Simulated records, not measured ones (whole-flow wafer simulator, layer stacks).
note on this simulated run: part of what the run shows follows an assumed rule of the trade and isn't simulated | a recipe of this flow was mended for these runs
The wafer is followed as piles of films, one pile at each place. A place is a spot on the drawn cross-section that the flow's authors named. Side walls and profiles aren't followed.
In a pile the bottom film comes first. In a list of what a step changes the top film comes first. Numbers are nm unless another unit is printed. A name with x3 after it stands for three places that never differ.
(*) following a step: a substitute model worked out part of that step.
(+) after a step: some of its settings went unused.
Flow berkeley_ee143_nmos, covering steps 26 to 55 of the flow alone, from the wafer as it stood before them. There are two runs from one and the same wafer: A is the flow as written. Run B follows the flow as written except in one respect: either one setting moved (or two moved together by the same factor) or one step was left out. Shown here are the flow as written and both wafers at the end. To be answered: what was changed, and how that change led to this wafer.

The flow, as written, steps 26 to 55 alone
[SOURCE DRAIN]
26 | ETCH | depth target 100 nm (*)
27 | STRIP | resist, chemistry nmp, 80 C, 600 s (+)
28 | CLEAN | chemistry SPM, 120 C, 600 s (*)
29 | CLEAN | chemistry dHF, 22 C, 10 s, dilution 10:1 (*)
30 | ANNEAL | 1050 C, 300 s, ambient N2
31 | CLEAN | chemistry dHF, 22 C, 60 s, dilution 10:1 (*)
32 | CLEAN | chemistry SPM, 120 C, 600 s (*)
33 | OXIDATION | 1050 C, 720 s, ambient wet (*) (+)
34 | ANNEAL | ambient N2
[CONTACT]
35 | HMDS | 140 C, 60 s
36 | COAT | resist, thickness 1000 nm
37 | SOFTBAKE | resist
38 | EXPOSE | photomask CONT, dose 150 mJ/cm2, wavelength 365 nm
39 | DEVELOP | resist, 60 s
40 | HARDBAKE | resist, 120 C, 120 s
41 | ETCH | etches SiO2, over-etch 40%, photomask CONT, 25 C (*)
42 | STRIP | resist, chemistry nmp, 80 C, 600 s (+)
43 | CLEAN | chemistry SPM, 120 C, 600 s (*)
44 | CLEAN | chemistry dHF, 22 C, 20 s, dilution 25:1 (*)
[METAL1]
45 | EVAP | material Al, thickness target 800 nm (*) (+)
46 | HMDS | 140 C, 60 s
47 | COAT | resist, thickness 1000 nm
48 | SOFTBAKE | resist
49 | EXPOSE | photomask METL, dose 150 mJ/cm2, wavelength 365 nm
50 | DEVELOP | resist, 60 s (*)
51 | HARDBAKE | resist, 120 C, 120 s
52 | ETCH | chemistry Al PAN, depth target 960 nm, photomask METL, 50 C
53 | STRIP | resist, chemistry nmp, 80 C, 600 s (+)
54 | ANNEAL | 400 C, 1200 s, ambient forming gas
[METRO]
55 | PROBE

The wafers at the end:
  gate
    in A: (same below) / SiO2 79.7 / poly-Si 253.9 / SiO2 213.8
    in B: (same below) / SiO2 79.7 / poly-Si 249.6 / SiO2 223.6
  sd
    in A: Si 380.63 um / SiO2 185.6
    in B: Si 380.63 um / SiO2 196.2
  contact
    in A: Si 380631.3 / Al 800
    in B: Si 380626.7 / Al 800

Cause: step 33, OXIDATION: 1057 C was run, though the flow has 1050 C.

The path from the change to this, step by step:
  33 | OXIDATION | 1050 C, 720 s, ambient wet (*) (+)
      sd, contact: A +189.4 SiO2 (new film), -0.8 chemical SiO2 (all of it), -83 Si | B +200 SiO2 (new film), -0.8 chemical SiO2 (all of it), -87.7 Si
      gate: A +217.6 SiO2 (new film), -0.8 chemical SiO2 (all of it), -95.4 poly-Si | B +227.5 SiO2 (new film), -0.8 chemical SiO2 (all of it), -99.7 poly-Si
      (and at 1 other place as well)
  41 | ETCH | etches SiO2, over-etch 40%, photomask CONT, 25 C (*)
      contact: A -189.4 SiO2 (all of it) | B -200 SiO2 (all of it)
